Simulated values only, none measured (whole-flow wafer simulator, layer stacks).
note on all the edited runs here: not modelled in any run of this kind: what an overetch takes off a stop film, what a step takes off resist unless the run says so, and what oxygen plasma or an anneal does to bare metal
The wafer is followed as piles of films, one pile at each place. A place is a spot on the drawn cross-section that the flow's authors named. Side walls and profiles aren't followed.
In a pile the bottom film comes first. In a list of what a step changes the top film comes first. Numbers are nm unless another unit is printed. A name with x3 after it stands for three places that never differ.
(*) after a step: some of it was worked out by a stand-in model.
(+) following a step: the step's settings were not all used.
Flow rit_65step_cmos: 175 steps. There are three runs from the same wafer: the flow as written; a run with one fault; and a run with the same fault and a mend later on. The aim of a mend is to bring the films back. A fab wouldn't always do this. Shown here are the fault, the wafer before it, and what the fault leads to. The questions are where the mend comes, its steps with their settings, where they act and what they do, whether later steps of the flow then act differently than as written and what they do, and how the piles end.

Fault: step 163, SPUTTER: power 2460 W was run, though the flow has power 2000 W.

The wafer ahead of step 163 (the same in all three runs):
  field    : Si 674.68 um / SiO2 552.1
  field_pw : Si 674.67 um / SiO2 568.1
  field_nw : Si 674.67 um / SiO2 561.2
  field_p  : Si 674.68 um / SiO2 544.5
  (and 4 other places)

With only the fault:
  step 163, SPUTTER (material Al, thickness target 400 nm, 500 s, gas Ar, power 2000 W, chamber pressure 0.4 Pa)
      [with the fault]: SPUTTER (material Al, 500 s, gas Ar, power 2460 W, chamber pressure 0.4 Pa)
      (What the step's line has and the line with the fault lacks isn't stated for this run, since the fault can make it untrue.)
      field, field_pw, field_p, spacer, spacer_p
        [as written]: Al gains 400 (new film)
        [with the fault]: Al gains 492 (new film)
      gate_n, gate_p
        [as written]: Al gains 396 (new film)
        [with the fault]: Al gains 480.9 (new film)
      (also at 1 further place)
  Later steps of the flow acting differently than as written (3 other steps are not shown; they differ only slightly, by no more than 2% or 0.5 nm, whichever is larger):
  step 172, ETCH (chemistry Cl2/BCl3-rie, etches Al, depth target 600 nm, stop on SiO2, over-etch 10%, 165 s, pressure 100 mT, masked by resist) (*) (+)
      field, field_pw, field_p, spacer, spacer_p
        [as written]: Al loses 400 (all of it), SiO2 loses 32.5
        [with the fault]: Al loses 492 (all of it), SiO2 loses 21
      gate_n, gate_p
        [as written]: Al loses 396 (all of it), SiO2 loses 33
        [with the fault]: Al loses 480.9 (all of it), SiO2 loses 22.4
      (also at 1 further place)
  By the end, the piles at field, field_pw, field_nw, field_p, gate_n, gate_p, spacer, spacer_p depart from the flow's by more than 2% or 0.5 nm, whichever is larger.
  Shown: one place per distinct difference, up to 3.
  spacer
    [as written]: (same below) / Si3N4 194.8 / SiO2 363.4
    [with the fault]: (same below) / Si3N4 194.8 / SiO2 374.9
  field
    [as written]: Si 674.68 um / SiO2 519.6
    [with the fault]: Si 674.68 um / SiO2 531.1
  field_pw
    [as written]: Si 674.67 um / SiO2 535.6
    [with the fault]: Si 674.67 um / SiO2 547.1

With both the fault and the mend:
  The mend follows step 164.
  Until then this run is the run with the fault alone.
  step 164a, ETCH (chemistry al pan, depth target 564.7 nm)
      field, field_pw, field_nw, field_p, spacer, spacer_p
        Al loses 492 (all of it)
      gate_n, gate_p
        Al loses 480.9 (all of it)
  step 164b, SPUTTER (material Al, thickness target 400 nm, 500 s, gas Ar, power 2000 W, chamber pressure 0.4 Pa) (the flow's step 163, run once more)
      field, field_pw, field_p, spacer, spacer_p
        Al gains 400 (new film)
      gate_n, gate_p
        Al gains 396 (new film)
      field_nw
        Al gains 397.2 (new film)
  None of the later steps of the flow acts differently than as written at any place that is followed.
  The piles end the same as the flow's at every place that both follow.
